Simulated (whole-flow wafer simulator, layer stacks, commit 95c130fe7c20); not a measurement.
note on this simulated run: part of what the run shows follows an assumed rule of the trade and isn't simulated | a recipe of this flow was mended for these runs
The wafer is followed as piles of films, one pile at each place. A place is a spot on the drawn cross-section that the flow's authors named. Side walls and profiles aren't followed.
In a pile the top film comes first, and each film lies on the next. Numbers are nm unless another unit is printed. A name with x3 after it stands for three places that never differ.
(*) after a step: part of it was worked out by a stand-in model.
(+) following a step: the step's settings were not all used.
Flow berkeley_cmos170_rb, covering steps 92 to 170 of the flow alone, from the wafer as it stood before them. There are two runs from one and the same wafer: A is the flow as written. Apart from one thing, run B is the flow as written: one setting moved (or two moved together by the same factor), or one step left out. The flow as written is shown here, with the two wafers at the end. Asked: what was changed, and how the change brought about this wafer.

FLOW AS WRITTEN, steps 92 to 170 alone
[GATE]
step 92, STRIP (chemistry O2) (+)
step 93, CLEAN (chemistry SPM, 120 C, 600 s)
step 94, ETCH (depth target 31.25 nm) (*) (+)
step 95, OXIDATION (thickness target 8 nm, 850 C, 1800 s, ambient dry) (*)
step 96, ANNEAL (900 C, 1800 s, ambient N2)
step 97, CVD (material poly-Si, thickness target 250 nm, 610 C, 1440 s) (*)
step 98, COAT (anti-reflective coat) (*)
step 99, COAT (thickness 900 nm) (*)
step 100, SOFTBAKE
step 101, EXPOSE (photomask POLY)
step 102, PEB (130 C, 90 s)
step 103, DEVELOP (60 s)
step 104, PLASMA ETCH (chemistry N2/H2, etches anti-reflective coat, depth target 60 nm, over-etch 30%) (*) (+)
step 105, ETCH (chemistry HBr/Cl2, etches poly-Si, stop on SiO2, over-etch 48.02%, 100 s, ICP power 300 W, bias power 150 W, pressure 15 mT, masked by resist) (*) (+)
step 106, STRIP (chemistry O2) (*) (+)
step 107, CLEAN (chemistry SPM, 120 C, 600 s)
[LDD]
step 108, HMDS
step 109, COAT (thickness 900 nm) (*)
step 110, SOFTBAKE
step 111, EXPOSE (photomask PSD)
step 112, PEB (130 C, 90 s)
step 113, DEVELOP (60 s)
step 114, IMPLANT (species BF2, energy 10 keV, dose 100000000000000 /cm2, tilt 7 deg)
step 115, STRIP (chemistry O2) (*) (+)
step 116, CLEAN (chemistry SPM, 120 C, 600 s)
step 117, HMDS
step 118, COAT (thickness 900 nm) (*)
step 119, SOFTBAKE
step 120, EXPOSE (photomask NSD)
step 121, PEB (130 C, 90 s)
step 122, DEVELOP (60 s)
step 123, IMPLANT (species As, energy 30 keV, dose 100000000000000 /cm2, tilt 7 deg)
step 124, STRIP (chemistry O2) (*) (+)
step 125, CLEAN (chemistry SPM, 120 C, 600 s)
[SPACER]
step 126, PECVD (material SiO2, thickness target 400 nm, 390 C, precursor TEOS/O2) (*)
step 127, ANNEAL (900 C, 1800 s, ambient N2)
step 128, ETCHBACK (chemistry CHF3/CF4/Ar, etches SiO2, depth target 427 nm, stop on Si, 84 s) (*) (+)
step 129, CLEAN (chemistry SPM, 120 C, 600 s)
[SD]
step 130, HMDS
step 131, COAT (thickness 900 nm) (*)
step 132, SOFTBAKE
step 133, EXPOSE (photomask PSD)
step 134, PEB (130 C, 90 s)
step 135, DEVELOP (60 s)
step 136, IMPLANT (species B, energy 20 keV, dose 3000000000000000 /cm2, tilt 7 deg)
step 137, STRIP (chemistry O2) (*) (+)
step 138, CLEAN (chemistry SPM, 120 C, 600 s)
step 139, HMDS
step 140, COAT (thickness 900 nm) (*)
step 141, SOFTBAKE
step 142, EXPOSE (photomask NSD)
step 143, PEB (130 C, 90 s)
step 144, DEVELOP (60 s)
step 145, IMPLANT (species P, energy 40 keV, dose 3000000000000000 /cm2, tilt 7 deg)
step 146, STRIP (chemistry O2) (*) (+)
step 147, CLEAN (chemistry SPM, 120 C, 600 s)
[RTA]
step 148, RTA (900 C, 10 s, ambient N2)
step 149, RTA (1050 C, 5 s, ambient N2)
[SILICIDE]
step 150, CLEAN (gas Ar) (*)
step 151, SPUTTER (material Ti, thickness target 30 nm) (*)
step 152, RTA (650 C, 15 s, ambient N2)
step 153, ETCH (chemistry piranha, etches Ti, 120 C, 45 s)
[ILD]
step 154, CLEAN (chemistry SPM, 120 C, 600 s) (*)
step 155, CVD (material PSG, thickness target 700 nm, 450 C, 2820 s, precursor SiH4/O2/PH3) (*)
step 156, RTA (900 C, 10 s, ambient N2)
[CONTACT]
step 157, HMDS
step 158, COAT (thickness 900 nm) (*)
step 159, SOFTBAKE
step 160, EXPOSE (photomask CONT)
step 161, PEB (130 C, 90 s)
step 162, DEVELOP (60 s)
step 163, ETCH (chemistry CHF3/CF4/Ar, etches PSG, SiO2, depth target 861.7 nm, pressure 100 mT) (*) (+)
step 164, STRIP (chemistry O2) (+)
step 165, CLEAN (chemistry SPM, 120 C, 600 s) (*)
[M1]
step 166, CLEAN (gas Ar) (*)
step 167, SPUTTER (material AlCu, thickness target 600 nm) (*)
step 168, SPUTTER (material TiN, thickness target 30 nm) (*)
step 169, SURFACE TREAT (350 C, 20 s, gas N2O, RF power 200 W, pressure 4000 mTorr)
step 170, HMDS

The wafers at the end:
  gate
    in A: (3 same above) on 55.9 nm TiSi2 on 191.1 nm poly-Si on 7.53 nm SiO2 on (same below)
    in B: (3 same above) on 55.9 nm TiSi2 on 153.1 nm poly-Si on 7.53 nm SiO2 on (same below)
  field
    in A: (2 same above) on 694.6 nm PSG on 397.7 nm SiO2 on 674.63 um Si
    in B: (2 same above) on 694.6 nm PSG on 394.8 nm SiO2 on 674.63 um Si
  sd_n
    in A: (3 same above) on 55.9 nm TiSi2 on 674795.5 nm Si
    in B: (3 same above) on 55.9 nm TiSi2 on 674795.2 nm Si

Cause: step 97, CVD: thickness target 212 nm was run, while the flow as written has thickness target 250 nm; step 97, CVD: 1224 s was run, where the flow has 1440 s.

How this came from the change, step by step:
  step 97, CVD (material poly-Si, thickness target 250 nm, 610 C, 1440 s) (*)
      field, sd_n, spacer_n and 6 more: A poly-Si gains 250 (new film) | B poly-Si gains 212 (new film)
  step 105, ETCH (chemistry HBr/Cl2, etches poly-Si, stop on SiO2, over-etch 48.02%, 100 s, ICP power 300 W, bias power 150 W, pressure 15 mT, masked by resist) (*) (+)
      spacer_n, spacer_p: A poly-Si loses 248.5 (all of it), SiO2 loses 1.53 | B poly-Si loses 210.6 (all of it), SiO2 loses 4.45
      field: A poly-Si loses 245 (all of it), SiO2 loses 1.8 | B poly-Si loses 207.1 (all of it), SiO2 loses 4.72
      (as well as at 4 more places)
  step 109, COAT (thickness 900 nm) (*)
      gate: A KrF-resist gains 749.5 (new film) | B KrF-resist gains 779.8 (new film)
      gate_p: A KrF-resist gains 745.7 (new film) | B KrF-resist gains 775.9 (new film)
  step 113, DEVELOP (60 s)
      gate_p: A KrF-resist loses 744.1 (all of it) | B KrF-resist loses 774.3 (all of it)
  step 115, STRIP (chemistry O2) (*) (+)
      gate: A KrF-resist loses 733 (all of it), chemical SiO2 gains 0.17 | B KrF-resist loses 763.1 (all of it), chemical SiO2 gains 0.17
  step 118, COAT (thickness 900 nm) (*)
      gate: A KrF-resist gains 748.7 (new film) | B KrF-resist gains 779.7 (new film)
      gate_p: A KrF-resist gains 744.7 (new film) | B KrF-resist gains 775.8 (new film)
  step 122, DEVELOP (60 s)
      gate: A KrF-resist loses 747.1 (all of it) | B KrF-resist loses 778 (all of it)
  step 124, STRIP (chemistry O2) (*) (+)
      gate_p: A KrF-resist loses 728.2 (all of it), chemical SiO2 gains 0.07 | B KrF-resist loses 759.2 (all of it), chemical SiO2 gains 0.07
  step 128, ETCHBACK (chemistry CHF3/CF4/Ar, etches SiO2, depth target 427 nm, stop on Si, 84 s) (*) (+)
      spacer_n, spacer_p: A SiO2 loses 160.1 | B SiO2 loses 195.2
  step 131, COAT (thickness 900 nm) (*)
      spacer_n: A KrF-resist gains 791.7 (new film) | B KrF-resist gains 819.2 (new film)
      gate: A KrF-resist gains 770.7 (new film) | B KrF-resist gains 797.6 (new film)
      (as well as at 2 more places)
  step 135, DEVELOP (60 s)
      spacer_p: A KrF-resist loses 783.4 (all of it) | B KrF-resist loses 810.9 (all of it)
      gate_p: A KrF-resist loses 762.3 (all of it) | B KrF-resist loses 789.2 (all of it)
  step 137, STRIP (chemistry O2) (*) (+)
      spacer_n: A KrF-resist loses 775.1 (all of it) | B KrF-resist loses 802.5 (all of it)
      gate: A KrF-resist loses 754.1 (all of it), chemical SiO2 gains 0.17, poly-Si loses 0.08 | B KrF-resist loses 781 (all of it), chemical SiO2 gains 0.17, poly-Si loses 0.07
  step 140, COAT (thickness 900 nm) (*)
      spacer_n: A KrF-resist gains 791.4 (new film) | B KrF-resist gains 819.2 (new film)
      gate: A KrF-resist gains 770.4 (new film) | B KrF-resist gains 797.7 (new film)
      (as well as at 2 more places)
  step 144, DEVELOP (60 s)
      spacer_n: A KrF-resist loses 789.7 (all of it) | B KrF-resist loses 817.4 (all of it)
      gate: A KrF-resist loses 768.7 (all of it) | B KrF-resist loses 795.9 (all of it)
  step 146, STRIP (chemistry O2) (*) (+)
      spacer_p: A KrF-resist loses 768.5 (all of it) | B KrF-resist loses 796.4 (all of it)
      gate_p: A KrF-resist loses 747.2 (all of it), chemical SiO2 gains 0.07 | B KrF-resist loses 774.6 (all of it), chemical SiO2 gains 0.07
  step 158, COAT (thickness 900 nm) (*)
      spacer_n: A KrF-resist gains 830.5 (new film) | B KrF-resist gains 850.2 (new film)
      gate: A KrF-resist gains 810 (new film) | B KrF-resist gains 827.5 (new film)
      (as well as at 2 more places)
  step 164, STRIP (chemistry O2) (+)
      spacer_n: A KrF-resist loses 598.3 (all of it) | B KrF-resist loses 618 (all of it)
      gate: A KrF-resist loses 577.9 (all of it) | B KrF-resist loses 595.4 (all of it)
      (as well as at 2 more places)
